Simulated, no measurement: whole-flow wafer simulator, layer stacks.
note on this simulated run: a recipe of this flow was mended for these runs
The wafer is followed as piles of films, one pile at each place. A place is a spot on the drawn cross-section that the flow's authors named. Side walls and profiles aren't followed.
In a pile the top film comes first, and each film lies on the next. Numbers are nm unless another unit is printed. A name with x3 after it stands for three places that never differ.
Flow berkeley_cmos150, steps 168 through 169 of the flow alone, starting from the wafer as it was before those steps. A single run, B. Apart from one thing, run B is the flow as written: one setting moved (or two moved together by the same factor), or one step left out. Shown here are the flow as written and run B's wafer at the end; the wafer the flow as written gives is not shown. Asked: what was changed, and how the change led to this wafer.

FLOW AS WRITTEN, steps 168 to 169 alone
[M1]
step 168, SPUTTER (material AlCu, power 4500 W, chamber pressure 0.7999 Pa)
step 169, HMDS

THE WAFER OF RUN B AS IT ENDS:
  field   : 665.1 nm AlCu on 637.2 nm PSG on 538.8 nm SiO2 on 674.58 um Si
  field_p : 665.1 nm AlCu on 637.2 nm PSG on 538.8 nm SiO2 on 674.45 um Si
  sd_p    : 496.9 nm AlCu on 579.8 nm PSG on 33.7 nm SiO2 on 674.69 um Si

Cause: step 168, SPUTTER: chamber pressure 0.6719 Pa was run, whereas the flow has chamber pressure 0.7999 Pa.

The path from the change to this, step by step:
  step 168, SPUTTER (material AlCu, power 4500 W, chamber pressure 0.7999 Pa)
      field, sd_n, gate_n, gate_p, m1: AlCu gains 665.1 (new film) (as written it would have been: AlCu gains 626.1 (new film))
      field_p: AlCu gains 665.1 (new film) (as written it would have been: AlCu gains 619.8 (new film))
      (and at 2 other places as well)
